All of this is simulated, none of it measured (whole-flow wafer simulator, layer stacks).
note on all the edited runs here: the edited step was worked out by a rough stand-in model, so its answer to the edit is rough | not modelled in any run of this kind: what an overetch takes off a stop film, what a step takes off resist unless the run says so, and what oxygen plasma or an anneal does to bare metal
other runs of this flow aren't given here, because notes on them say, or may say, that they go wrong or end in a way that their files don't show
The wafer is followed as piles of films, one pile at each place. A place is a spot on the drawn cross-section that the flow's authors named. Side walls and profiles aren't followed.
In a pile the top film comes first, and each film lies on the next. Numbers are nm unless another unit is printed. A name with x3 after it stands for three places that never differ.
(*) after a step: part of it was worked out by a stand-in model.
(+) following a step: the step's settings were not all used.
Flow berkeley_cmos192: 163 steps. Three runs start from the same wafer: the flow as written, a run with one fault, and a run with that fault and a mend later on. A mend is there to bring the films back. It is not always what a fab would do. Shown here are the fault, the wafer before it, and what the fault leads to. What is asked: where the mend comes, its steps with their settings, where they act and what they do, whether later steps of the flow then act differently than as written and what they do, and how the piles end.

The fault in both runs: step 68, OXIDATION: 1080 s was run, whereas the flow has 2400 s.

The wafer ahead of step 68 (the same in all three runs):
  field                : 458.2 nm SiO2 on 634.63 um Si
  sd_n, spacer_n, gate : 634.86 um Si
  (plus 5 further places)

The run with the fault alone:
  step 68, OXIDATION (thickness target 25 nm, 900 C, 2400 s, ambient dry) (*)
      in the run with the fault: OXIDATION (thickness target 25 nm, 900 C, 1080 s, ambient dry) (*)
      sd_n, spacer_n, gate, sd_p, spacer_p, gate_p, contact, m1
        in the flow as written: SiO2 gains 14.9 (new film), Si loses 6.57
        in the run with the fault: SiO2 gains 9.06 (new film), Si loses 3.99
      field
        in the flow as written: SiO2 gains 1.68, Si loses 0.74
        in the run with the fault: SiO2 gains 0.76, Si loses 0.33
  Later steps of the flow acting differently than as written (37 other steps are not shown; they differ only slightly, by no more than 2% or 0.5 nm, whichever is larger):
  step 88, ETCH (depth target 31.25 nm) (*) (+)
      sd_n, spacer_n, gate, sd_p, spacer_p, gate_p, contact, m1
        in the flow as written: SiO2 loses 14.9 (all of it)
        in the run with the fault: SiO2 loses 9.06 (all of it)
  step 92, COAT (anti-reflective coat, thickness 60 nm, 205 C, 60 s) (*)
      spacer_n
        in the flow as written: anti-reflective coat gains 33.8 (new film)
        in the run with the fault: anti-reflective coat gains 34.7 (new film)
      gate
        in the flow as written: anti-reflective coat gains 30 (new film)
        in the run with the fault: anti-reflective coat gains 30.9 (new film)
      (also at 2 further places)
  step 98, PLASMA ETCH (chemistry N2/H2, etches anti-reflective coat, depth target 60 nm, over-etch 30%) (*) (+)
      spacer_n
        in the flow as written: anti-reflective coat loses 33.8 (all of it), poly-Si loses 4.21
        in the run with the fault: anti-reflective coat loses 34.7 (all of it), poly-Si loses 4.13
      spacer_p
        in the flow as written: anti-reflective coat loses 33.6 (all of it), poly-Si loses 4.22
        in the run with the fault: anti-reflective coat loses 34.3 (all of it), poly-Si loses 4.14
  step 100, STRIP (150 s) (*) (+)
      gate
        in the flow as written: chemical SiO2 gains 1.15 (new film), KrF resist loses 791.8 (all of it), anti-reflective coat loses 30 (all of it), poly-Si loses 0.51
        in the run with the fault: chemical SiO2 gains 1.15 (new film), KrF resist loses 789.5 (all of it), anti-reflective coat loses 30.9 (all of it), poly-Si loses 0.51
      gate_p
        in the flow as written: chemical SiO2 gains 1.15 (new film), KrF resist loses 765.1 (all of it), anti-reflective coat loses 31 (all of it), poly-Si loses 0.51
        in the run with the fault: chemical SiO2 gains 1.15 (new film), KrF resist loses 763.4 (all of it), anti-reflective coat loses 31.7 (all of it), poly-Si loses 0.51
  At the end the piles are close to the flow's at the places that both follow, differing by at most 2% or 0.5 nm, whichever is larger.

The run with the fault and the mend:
  The mend follows step 68.
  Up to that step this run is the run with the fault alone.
  step 68a, OXIDATION (thickness target 25 nm, 900 C, 1320 s, ambient dry) (*) (a further turn of the flow's step 68, with different settings)
      sd_n, spacer_n, gate, sd_p, spacer_p, gate_p, contact, m1
        SiO2 gains 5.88, Si loses 2.59
      field
        SiO2 gains 0.92, Si loses 0.41
  Later steps of the flow that are run all act as written at every place that is followed.
  The piles end the same as the flow's at every place that both follow.
